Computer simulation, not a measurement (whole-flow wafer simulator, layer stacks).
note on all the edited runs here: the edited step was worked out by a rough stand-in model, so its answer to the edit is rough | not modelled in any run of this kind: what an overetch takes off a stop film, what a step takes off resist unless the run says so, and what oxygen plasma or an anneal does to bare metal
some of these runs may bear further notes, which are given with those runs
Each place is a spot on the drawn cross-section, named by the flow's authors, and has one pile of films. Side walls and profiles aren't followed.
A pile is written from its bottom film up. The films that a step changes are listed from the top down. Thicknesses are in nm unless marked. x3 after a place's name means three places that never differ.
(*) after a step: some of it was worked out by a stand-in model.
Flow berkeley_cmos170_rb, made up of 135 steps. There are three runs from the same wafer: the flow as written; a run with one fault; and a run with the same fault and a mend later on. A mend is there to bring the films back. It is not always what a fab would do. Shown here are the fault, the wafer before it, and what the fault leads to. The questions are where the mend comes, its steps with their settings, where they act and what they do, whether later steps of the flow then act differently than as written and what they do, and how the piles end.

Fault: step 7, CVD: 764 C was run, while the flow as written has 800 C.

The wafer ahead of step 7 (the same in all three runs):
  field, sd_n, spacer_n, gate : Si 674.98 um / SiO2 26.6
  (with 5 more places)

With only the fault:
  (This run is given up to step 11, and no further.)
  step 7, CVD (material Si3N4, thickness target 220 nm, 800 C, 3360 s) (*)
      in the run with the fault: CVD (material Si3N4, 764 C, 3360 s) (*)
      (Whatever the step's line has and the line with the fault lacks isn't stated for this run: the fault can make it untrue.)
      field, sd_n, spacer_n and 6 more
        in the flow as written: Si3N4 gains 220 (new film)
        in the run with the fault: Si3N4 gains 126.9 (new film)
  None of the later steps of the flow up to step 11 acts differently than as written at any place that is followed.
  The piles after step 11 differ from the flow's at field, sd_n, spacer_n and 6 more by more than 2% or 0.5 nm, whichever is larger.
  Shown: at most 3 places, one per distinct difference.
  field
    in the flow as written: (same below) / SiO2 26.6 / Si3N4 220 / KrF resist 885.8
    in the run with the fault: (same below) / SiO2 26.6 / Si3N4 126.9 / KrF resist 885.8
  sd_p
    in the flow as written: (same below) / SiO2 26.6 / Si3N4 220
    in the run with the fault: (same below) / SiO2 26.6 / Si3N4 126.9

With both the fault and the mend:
  The mend follows step 7.
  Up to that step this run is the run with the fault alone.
  step 7a, CVD (material Si3N4, thickness target 93.13 nm, 800 C, 1422 s) (*) (the flow's step 7, run once more with other settings)
      field, sd_n, spacer_n and 6 more
        Si3N4 gains 93.1
  None of the later steps of the flow acts differently than as written at any place that is followed.
  At every place that both follow, the piles at the end match the flow's.
